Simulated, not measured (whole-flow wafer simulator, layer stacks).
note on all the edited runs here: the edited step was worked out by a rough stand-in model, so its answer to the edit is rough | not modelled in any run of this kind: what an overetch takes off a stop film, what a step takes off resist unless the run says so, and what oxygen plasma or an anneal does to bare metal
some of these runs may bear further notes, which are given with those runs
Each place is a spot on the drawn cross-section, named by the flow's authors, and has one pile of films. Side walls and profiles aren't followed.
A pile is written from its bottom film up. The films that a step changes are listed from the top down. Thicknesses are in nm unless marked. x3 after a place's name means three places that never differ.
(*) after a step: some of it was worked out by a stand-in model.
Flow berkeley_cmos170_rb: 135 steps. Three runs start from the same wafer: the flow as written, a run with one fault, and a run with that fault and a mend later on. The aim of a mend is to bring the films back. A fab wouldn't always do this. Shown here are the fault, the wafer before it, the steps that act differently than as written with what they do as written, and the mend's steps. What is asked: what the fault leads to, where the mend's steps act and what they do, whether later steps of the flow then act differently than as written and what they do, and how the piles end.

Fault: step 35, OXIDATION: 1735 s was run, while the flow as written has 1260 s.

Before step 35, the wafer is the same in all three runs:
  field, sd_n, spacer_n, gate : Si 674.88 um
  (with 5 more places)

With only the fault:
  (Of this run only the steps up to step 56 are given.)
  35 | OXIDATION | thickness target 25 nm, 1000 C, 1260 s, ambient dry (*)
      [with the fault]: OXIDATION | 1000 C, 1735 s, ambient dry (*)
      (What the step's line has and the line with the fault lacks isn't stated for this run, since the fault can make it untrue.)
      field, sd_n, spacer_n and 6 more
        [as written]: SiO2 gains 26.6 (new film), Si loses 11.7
        [with the fault]: SiO2 gains 31.6 (new film), Si loses 13.9
  Steps further on in the flow that do not act as written:
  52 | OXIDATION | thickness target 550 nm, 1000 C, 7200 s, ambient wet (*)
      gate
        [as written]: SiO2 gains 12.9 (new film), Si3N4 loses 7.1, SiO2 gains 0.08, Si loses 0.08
        [with the fault]: SiO2 gains 12.9 (new film), Si3N4 loses 7.1
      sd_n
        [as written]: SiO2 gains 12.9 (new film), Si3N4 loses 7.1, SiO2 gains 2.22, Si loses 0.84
        [with the fault]: SiO2 gains 12.9 (new film), Si3N4 loses 7.1, SiO2 gains 4.18, Si loses 1.67
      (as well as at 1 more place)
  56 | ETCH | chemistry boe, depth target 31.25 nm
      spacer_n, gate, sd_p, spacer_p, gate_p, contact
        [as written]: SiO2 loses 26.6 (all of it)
        [with the fault]: SiO2 loses 31.2
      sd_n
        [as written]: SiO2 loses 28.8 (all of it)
        [with the fault]: SiO2 loses 31.2
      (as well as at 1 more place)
  Once step 56 is done, the piles at sd_n, sd_p, m1 depart from the flow's by more than 2% or 0.5 nm, whichever is larger.
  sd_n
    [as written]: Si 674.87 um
    [with the fault]: Si 674.87 um / SiO2 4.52
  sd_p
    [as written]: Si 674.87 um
    [with the fault]: Si 674.87 um / SiO2 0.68
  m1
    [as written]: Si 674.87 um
    [with the fault]: Si 674.86 um / SiO2 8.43

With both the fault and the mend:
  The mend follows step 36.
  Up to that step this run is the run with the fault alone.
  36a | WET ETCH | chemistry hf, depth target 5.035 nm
      field, sd_n, spacer_n and 6 more
        SiO2 loses 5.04
  Later steps of the flow that are run all act as written at every place that is followed.
  At the end the piles are close to the flow's at the places that both follow, differing by at most 2% or 0.5 nm, whichever is larger.
